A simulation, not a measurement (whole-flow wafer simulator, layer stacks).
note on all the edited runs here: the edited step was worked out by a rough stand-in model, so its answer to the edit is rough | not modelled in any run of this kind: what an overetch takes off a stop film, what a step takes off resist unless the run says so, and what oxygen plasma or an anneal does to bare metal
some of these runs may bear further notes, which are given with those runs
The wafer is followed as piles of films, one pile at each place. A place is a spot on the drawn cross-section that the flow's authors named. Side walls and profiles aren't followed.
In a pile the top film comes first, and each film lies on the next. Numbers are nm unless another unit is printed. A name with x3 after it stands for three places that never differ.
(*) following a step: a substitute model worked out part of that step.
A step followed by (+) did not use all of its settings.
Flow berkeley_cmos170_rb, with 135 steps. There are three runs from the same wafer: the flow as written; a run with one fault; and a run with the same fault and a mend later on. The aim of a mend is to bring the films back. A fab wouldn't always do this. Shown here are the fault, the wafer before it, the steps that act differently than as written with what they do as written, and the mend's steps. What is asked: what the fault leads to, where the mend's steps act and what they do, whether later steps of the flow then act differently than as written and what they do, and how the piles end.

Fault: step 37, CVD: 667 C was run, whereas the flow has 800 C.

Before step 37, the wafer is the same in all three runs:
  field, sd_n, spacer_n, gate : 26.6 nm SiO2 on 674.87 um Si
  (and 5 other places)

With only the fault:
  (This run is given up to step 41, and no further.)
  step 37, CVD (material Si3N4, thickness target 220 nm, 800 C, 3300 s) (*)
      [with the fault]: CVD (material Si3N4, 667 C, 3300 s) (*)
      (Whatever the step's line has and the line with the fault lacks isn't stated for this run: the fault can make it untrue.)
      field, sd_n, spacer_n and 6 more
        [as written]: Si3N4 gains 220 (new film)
        [with the fault]: Si3N4 gains 16.8 (new film)
  Later steps of the flow up to step 41 that are run all act as written at every place that is followed.
  After step 41, at field, sd_n, spacer_n and 6 more, the piles differ from the flow's by more than 2% or 0.5 nm, whichever is larger.
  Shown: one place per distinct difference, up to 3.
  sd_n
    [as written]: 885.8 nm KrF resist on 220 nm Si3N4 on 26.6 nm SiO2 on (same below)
    [with the fault]: 885.8 nm KrF resist on 16.8 nm Si3N4 on 26.6 nm SiO2 on (same below)
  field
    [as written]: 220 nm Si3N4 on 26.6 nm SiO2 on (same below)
    [with the fault]: 16.8 nm Si3N4 on 26.6 nm SiO2 on (same below)

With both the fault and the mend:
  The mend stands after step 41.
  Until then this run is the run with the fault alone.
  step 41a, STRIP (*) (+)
      sd_n, spacer_n, gate, sd_p, spacer_p, gate_p, contact, m1
        KrF resist loses 885.8 (all of it)
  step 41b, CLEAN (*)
      leaves every film unchanged at each place that is followed
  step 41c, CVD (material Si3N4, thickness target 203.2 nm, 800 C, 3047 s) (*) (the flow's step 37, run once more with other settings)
      field, sd_n, spacer_n and 6 more
        Si3N4 gains 203.2
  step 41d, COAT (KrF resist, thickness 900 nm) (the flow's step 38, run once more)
      field, sd_n, spacer_n and 6 more
        KrF resist gains 900 (new film)
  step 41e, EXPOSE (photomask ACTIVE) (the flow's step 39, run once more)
      leaves every film unchanged at each place that is followed
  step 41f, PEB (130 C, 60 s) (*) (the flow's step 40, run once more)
      leaves every film unchanged at each place that is followed
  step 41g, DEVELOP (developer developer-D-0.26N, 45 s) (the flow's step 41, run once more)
      sd_n, spacer_n, gate, sd_p, spacer_p, gate_p, contact, m1
        KrF resist loses 14.2
      field
        KrF resist loses 900 (all of it)
  Later steps of the flow that are run all act as written at every place that is followed, up to a difference of at most 2% or 0.5 nm, whichever is larger.
  At every place that both follow, the piles at the end match the flow's.
